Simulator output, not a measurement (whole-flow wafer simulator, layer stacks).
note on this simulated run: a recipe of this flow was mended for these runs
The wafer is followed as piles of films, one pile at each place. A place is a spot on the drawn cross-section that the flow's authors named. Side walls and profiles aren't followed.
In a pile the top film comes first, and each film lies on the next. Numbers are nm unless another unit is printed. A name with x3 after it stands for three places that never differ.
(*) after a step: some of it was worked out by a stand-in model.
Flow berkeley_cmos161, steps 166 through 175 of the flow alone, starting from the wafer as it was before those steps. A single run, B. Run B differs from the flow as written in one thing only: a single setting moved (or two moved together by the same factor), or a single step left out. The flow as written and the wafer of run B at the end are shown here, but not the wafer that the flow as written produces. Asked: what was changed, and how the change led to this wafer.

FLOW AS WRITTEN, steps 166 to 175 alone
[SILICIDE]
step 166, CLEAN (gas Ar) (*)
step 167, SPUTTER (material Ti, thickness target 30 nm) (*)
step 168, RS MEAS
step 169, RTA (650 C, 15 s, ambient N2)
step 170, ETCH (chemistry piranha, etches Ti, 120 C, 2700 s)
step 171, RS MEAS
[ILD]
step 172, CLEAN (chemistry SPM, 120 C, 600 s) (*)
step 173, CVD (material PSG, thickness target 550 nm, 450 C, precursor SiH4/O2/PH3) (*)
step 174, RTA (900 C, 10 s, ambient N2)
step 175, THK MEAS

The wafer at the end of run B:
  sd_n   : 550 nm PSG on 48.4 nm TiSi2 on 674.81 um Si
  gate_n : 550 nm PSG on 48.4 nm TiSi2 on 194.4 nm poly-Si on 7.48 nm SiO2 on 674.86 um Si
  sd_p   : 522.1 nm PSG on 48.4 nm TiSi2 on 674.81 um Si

The reason: step 167, SPUTTER: thickness target 27 nm was run, though the flow has thickness target 30 nm.

How this came from the change, step by step:
  step 167, SPUTTER (material Ti, thickness target 30 nm) (*)
      field, sd_n, spacer_n, gate_n, sd_p, spacer_p, gate_p, contact x2: +27 Ti (new film) (as written it would have been: +30 Ti (new film))
  step 169, RTA (650 C, 15 s, ambient N2)
      sd_n, sd_p, contact x2: -21.1 Ti, +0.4 TiSi first (new film), +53 TiSi2 C49 (new film), -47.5 Si (as written it would have been: -23.4 Ti, +6.2 TiSi first (new film), +50.3 TiSi2 C49 (new film), -49 Si)
      gate_n, gate_p: -21.1 Ti, +0.4 TiSi first (new film), +53 TiSi2 C49 (new film), -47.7 poly-Si (as written it would have been: -23.4 Ti, +6.2 TiSi first (new film), +50.3 TiSi2 C49 (new film), -49.2 poly-Si)
  step 170, ETCH (chemistry piranha, etches Ti, 120 C, 2700 s)
      sd_n, gate_n, sd_p, gate_p, contact x2: -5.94 Ti (all of it), -0.4 TiSi first (all of it), -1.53 TiSi2 C49 (as written it would have been: -6.6 Ti (all of it), -1.93 TiSi first)
      field, spacer_n, spacer_p: -27 Ti (all of it) (as written it would have been: -30 Ti (all of it))
  step 174, RTA (900 C, 10 s, ambient N2)
      sd_n, sd_p, contact x2: under 1 film: +48.4 TiSi2 (new film), -51.4 TiSi2 C49 (all of it) (as written it would have been: under 1 film: +53.3 TiSi2 (new film), -4.27 TiSi first (all of it), -50.3 TiSi2 C49 (all of it), -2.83 Si)
      gate_n, gate_p: under 1 film: +48.4 TiSi2 (new film), -51.4 TiSi2 C49 (all of it) (as written it would have been: under 1 film: +53.3 TiSi2 (new film), -4.27 TiSi first (all of it), -50.3 TiSi2 C49 (all of it), -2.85 poly-Si)
